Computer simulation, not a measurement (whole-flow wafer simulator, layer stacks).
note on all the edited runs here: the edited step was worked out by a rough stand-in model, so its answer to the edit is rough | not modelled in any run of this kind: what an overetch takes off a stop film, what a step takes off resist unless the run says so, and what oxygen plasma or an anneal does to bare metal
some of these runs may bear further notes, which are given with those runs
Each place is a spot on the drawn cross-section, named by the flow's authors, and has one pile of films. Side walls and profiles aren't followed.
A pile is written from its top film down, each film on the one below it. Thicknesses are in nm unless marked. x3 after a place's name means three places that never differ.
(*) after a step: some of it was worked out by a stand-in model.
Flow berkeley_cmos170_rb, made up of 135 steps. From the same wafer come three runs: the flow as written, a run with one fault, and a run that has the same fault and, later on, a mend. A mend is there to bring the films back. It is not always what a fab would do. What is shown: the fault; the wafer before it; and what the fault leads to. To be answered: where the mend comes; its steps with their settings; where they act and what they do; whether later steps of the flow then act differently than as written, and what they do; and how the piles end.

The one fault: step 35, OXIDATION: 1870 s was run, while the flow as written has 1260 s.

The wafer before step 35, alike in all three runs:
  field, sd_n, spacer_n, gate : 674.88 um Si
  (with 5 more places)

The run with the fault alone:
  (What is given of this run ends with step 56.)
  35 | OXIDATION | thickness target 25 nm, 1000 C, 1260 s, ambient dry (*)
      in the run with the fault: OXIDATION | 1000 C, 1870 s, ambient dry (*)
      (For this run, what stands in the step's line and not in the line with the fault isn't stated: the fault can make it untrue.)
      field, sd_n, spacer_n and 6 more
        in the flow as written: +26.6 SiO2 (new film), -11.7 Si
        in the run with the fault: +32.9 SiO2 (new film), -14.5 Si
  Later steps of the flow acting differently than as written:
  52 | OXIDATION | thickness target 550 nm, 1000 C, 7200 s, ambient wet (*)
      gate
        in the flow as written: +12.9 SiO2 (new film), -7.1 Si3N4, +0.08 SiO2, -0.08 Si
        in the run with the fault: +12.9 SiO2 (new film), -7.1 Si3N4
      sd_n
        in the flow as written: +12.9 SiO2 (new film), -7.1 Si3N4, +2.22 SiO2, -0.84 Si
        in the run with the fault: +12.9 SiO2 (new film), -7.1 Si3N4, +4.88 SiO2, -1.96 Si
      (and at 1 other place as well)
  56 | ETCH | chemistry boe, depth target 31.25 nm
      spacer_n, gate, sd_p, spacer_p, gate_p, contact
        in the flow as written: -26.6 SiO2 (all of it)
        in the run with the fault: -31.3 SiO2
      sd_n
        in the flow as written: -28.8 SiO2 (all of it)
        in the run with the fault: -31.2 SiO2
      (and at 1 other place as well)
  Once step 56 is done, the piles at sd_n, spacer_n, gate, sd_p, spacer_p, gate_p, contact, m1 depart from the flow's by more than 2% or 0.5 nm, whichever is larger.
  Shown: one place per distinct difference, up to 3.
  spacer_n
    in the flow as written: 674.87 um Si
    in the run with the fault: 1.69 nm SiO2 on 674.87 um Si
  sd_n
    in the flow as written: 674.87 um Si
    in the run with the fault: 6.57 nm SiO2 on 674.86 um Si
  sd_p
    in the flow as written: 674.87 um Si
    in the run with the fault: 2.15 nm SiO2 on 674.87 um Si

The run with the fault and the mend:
  The mend follows step 36.
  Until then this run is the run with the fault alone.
  36a | WET ETCH | chemistry hf, depth target 6.387 nm
      field, sd_n, spacer_n and 6 more
        -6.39 SiO2
  Later steps of the flow that are run all act as written at every place that is followed, up to a difference of at most 2% or 0.5 nm, whichever is larger.
  At the end the piles are close to the flow's at the places that both follow, differing by at most 2% or 0.5 nm, whichever is larger.
